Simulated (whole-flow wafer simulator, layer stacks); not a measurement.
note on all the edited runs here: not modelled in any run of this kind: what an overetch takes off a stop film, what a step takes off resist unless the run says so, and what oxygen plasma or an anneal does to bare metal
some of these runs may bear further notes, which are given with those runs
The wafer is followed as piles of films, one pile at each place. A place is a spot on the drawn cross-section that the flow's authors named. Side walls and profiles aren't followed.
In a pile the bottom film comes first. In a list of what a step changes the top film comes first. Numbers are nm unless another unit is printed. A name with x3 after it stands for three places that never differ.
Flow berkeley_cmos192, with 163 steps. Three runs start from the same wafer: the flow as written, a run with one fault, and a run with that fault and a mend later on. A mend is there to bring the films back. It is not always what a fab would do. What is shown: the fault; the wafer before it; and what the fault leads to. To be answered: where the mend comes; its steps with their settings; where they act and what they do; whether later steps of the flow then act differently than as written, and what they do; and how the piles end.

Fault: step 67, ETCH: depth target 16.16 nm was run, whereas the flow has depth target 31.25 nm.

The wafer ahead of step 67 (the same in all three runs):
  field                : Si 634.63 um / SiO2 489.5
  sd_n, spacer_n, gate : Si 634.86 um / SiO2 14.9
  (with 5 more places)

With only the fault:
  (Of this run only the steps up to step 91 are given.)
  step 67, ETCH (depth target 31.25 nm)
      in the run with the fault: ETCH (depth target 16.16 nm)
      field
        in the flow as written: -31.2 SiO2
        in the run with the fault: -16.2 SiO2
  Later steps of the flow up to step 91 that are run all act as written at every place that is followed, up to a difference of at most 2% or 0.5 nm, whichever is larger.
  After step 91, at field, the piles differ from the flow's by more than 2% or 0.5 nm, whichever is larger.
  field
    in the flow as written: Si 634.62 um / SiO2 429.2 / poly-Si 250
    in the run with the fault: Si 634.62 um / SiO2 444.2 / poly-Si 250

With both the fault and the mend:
  The mend stands after step 67.
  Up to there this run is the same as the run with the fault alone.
  step 67a, ETCH (depth target 15.09 nm) (the flow's step 67, run once more with other settings)
      field
        -15.1 SiO2
  Later steps of the flow that are run all act as written at every place that is followed, up to a difference of at most 2% or 0.5 nm, whichever is larger.
  By the end, the piles equal the flow's at every place that both follow.
